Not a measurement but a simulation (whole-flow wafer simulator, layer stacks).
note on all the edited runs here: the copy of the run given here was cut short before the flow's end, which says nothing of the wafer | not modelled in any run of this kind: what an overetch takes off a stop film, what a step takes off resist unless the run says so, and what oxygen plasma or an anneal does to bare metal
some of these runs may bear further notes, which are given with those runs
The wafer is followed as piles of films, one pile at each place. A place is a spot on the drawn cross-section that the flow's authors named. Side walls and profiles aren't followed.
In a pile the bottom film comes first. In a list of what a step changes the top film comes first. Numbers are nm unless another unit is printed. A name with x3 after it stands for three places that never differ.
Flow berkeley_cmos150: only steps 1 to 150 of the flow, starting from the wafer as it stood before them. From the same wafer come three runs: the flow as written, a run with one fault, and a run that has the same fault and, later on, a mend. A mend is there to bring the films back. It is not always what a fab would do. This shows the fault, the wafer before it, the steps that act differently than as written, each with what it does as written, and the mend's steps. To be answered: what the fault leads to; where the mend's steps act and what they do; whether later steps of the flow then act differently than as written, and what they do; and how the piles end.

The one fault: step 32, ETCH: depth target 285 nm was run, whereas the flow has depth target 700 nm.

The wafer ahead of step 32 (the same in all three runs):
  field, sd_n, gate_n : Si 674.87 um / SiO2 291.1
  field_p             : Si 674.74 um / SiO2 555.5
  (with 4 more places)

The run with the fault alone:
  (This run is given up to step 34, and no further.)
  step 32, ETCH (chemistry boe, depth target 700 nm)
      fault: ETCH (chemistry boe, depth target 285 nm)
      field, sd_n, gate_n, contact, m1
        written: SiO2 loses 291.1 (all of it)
        fault: SiO2 loses 285
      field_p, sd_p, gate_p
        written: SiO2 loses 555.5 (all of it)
        fault: SiO2 loses 285
  Steps later in the flow that act otherwise than as written:
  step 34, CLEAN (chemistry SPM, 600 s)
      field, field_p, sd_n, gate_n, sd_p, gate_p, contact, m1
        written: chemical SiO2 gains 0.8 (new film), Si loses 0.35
        fault: nothing
  Once step 34 is done, the piles at field, field_p, sd_n, gate_n, sd_p, gate_p, contact, m1 depart from the flow's by more than 2% or 0.5 nm, whichever is larger.
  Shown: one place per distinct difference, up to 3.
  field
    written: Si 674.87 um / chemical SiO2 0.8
    fault: Si 674.87 um / SiO2 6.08
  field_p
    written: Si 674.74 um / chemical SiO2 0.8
    fault: Si 674.74 um / SiO2 270.5

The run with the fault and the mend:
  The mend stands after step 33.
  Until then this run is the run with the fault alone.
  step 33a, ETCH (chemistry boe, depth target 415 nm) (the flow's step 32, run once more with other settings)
      field, sd_n, gate_n, contact, m1
        SiO2 loses 6.08 (all of it)
      field_p, sd_p, gate_p
        SiO2 loses 270.5 (all of it)
  None of the later steps of the flow acts differently than as written at any place that is followed.
  At every place that both follow, the piles at the end match the flow's.
